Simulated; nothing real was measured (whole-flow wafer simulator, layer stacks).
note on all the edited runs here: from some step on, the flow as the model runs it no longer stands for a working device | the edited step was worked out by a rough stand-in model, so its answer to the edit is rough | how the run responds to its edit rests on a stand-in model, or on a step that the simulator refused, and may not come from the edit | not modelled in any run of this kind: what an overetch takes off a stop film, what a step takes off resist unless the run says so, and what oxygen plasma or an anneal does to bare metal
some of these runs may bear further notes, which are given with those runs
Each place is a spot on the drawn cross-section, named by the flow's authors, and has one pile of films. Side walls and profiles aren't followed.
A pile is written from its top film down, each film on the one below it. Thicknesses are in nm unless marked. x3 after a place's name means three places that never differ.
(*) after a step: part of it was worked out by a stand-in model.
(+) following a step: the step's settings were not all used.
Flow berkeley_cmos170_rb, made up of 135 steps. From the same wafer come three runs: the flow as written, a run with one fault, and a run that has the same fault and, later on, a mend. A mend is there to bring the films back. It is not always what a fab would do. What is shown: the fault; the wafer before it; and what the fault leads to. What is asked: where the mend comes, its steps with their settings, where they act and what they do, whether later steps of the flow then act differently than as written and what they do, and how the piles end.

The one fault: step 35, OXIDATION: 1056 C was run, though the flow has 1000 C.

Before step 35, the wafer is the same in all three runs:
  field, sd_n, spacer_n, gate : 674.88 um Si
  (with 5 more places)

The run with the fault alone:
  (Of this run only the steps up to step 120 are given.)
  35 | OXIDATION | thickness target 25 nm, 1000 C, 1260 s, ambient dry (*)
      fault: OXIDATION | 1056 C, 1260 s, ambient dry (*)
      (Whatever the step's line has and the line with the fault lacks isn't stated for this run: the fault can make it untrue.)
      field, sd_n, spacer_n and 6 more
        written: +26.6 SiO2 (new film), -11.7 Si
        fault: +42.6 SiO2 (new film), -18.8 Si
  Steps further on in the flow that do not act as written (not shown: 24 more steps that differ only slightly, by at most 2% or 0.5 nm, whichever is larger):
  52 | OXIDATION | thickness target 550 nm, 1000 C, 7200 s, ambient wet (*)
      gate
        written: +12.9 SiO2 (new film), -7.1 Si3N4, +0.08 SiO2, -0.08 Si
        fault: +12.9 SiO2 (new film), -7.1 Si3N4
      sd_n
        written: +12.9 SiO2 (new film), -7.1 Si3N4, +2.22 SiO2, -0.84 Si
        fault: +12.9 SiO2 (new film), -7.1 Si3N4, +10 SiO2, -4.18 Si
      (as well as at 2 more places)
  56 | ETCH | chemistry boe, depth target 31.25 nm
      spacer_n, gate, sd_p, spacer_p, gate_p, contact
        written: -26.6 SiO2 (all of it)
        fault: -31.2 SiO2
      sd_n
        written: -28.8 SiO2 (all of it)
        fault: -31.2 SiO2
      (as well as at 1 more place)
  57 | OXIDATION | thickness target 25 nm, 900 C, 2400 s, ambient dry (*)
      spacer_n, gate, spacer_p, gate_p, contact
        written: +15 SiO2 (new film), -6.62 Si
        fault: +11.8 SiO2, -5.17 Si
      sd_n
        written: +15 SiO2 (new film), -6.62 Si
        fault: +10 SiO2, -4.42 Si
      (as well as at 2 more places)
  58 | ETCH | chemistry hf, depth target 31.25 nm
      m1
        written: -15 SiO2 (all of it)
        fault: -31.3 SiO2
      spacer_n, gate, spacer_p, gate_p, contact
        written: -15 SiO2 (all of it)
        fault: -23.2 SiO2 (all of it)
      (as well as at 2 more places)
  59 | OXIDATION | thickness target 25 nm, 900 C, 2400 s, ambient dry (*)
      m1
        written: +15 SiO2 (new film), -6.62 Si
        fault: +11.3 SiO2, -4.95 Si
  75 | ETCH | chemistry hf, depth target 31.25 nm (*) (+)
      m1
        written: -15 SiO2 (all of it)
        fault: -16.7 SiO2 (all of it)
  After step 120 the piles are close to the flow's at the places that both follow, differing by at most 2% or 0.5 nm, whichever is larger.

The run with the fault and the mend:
  The mend stands after step 36.
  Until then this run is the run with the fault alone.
  36a | WET ETCH | chemistry hf, depth target 16.09 nm
      field, sd_n, spacer_n and 6 more
        -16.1 SiO2
  Later steps of the flow that are run all act as written at every place that is followed, up to a difference of at most 2% or 0.5 nm, whichever is larger.
  At the end the piles are close to the flow's at the places that both follow, differing by at most 2% or 0.5 nm, whichever is larger.
